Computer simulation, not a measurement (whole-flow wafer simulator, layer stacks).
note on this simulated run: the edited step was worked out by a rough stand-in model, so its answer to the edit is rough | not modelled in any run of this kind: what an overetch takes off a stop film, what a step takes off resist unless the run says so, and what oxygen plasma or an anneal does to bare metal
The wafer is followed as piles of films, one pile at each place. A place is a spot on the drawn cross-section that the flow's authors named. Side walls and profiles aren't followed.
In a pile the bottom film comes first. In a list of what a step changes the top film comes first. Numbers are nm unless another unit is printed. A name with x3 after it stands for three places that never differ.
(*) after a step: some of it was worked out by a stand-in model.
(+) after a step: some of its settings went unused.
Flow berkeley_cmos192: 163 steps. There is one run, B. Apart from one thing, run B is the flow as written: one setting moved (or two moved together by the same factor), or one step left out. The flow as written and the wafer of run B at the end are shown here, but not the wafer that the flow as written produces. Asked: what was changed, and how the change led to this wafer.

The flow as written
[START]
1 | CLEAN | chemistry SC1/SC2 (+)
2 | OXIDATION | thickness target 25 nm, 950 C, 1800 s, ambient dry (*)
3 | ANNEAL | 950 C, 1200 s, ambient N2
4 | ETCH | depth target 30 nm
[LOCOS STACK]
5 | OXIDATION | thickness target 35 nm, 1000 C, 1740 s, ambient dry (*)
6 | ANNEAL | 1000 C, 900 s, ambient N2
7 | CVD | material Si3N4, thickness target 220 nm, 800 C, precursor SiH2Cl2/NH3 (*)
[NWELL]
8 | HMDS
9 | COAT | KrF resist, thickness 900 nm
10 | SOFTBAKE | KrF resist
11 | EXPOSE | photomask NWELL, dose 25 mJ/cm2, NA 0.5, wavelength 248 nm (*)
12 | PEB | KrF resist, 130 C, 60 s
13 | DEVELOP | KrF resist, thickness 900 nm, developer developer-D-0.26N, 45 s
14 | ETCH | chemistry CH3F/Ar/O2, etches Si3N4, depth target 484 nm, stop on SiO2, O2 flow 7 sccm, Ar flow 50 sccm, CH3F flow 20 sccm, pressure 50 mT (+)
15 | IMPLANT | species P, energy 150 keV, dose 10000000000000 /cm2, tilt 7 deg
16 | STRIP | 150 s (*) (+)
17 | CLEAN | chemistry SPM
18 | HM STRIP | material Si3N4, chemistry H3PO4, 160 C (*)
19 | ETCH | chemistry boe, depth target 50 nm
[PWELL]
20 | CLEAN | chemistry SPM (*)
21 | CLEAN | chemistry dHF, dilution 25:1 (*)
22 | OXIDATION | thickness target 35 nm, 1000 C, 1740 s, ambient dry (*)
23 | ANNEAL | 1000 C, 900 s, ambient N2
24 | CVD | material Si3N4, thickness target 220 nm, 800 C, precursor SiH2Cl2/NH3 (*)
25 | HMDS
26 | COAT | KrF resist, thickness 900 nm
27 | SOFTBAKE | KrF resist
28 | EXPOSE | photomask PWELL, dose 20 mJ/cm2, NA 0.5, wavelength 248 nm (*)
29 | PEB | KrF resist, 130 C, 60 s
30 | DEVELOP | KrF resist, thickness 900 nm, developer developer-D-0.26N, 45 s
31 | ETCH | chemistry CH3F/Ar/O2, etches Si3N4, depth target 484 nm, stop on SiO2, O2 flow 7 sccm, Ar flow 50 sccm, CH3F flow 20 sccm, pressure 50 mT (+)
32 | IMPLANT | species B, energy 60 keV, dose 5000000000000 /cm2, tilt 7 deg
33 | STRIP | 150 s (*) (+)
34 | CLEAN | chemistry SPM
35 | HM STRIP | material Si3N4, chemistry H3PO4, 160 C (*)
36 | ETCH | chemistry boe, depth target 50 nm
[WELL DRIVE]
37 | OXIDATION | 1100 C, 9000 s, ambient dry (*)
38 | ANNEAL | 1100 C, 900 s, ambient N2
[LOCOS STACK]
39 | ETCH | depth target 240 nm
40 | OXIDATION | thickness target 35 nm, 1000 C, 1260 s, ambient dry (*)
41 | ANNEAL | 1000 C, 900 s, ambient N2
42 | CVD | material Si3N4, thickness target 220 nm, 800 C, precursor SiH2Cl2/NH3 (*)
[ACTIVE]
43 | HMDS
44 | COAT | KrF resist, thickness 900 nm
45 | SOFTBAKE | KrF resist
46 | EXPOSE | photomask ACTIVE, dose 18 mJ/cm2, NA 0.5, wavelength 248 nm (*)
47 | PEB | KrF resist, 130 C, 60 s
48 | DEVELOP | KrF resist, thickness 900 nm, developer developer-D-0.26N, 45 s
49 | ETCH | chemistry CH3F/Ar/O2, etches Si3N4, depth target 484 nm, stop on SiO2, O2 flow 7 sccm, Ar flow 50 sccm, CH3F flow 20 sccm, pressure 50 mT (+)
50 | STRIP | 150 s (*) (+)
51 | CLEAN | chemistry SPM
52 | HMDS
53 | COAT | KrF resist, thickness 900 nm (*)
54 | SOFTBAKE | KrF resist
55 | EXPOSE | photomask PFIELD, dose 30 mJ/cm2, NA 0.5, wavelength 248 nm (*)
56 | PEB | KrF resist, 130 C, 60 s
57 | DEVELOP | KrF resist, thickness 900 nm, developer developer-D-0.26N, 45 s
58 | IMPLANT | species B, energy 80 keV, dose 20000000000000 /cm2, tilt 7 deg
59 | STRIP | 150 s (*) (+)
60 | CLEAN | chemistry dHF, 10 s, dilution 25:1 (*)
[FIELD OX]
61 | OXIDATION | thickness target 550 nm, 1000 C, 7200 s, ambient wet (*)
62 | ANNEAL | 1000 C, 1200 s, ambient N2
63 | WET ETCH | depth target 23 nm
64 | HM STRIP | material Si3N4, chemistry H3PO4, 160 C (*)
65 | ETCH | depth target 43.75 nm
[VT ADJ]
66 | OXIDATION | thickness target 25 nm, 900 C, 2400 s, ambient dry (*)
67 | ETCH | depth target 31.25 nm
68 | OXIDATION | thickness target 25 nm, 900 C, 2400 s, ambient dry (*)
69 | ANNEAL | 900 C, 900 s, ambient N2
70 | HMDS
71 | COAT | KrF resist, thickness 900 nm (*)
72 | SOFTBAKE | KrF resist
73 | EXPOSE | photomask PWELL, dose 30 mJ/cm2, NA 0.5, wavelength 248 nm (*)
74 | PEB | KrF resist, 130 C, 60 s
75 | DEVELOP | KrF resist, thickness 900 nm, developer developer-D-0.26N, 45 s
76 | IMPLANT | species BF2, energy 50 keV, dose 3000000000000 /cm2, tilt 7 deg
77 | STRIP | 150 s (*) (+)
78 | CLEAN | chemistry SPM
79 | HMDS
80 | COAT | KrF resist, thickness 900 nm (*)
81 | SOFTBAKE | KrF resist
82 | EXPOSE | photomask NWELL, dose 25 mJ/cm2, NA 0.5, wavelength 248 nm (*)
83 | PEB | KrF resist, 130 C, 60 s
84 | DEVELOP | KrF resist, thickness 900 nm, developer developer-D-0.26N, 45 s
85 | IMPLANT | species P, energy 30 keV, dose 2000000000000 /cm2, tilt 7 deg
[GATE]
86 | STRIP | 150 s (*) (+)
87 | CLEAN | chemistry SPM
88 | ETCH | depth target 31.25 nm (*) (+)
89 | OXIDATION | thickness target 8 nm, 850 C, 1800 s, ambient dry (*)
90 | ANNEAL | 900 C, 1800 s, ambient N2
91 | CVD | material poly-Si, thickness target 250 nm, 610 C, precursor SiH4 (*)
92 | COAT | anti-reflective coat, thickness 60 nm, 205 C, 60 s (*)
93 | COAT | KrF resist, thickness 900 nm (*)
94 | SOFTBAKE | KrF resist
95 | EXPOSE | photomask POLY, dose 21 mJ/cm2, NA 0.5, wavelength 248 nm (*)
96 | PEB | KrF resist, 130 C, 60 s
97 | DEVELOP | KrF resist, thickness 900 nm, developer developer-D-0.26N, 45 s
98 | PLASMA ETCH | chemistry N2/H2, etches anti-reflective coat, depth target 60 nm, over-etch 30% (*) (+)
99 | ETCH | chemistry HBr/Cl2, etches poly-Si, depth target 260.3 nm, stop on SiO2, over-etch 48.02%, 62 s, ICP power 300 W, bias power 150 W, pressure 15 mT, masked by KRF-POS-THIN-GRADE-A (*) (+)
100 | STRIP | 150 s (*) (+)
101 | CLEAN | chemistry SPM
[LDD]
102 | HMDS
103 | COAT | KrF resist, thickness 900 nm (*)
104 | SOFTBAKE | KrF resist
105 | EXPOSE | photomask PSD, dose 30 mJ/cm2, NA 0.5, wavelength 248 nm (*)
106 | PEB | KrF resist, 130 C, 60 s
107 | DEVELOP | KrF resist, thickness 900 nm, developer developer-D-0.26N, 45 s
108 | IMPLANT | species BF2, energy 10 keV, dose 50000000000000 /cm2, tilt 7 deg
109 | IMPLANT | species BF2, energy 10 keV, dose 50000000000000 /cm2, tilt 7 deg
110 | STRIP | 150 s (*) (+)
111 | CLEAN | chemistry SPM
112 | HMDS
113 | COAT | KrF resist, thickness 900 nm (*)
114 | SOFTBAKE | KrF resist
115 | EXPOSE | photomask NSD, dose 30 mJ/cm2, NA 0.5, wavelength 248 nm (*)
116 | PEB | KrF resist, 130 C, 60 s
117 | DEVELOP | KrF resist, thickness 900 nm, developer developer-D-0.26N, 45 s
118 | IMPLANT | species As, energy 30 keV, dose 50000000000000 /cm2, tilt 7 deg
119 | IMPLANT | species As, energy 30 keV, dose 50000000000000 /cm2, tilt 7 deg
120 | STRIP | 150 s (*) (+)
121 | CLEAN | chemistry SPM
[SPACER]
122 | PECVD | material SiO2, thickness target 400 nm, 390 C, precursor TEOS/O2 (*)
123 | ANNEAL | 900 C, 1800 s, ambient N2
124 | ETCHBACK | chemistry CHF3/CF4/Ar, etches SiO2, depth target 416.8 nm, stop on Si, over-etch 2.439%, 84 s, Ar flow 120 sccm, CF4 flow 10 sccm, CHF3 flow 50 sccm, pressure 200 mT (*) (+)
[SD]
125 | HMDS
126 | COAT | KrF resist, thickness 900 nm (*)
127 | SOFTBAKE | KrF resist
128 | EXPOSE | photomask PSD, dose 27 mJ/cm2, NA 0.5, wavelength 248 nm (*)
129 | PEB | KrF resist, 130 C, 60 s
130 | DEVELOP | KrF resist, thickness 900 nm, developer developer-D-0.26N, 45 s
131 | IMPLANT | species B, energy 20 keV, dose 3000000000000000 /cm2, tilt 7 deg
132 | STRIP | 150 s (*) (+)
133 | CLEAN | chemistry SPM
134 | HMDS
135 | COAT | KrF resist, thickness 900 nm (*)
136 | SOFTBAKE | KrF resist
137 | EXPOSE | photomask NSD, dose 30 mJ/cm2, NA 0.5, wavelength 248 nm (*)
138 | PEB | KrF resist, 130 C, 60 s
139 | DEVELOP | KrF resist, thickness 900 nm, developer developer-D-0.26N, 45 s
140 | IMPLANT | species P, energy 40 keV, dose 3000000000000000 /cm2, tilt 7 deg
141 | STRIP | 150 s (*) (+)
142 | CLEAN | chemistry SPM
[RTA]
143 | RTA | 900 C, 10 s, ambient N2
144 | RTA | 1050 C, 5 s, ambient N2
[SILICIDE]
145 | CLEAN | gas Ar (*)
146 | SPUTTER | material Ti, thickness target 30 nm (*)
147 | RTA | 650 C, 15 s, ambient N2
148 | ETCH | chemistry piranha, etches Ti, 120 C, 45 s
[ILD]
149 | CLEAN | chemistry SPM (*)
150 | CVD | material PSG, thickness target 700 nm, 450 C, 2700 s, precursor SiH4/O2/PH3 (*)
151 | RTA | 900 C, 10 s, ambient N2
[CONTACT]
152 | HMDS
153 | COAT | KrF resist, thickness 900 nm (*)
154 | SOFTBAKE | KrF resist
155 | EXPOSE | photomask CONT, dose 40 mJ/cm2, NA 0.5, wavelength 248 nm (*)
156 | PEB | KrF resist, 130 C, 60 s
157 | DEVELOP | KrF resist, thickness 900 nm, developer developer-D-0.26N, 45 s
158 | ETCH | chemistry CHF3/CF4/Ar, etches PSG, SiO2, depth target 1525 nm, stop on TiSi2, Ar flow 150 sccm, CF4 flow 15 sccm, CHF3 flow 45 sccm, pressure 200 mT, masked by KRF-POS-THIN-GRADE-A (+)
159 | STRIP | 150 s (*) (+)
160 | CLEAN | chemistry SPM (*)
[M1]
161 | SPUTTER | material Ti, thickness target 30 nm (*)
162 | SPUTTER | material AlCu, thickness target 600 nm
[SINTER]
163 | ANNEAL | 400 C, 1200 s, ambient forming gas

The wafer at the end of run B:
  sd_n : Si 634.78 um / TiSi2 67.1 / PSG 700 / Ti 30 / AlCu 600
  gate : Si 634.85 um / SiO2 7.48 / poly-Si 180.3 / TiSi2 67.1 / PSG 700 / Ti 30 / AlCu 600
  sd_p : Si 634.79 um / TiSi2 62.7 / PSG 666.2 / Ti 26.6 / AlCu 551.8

What caused this: step 146, SPUTTER: thickness target 36 nm was run, while the flow as written has thickness target 30 nm.

The path from the change to this, step by step:
  146 | SPUTTER | material Ti, thickness target 30 nm (*)
      field, sd_n, spacer_n, gate, spacer_p, gate_p, contact, m1: Ti gains 36 (new film) (in the flow as written it would be: Ti gains 30 (new film))
      sd_p: Ti gains 33.6 (new film) (in the flow as written it would be: Ti gains 28 (new film))
  147 | RTA | 650 C, 15 s, ambient N2
      sd_n, contact, m1: Ti loses 28.1, TiSi first gains 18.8 (new film), TiSi2 C49 gains 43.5 (new film), Si loses 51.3 (in the flow as written it would be: Ti loses 23.4, TiSi first gains 6.2 (new film), TiSi2 C49 gains 50.3 (new film), Si loses 49)
      gate, gate_p: Ti loses 28.1, TiSi first gains 18.8 (new film), TiSi2 C49 gains 43.5 (new film), poly-Si loses 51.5 (in the flow as written it would be: Ti loses 23.4, TiSi first gains 6.2 (new film), TiSi2 C49 gains 50.3 (new film), poly-Si loses 49.2)
      (as well as at 1 more place)
  148 | ETCH | chemistry piranha, etches Ti, 120 C, 45 s
      sd_n, gate, gate_p, contact, m1: Ti loses 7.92 (all of it), TiSi first loses 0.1 (in the flow as written it would be: Ti loses 6.6 (all of it), TiSi first loses 0.1)
      field, spacer_n, spacer_p: Ti loses 36 (all of it) (in the flow as written it would be: Ti loses 30 (all of it))
      (as well as at 1 more place)
  151 | RTA | 900 C, 10 s, ambient N2
      sd_n, contact, m1: under 1 film: TiSi2 gains 67.1 (new film), TiSi first loses 18.7 (all of it), TiSi2 C49 loses 43.5 (all of it), Si loses 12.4 (in the flow as written it would be: under 1 film: TiSi2 gains 55.9 (new film), TiSi first loses 6.09 (all of it), TiSi2 C49 loses 50.3 (all of it), Si loses 4.05)
      gate, gate_p: under 1 film: TiSi2 gains 67.1 (new film), TiSi first loses 18.7 (all of it), TiSi2 C49 loses 43.5 (all of it), poly-Si loses 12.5 (in the flow as written it would be: under 1 film: TiSi2 gains 55.9 (new film), TiSi first loses 6.09 (all of it), TiSi2 C49 loses 50.3 (all of it), poly-Si loses 4.06)
      (as well as at 1 more place)
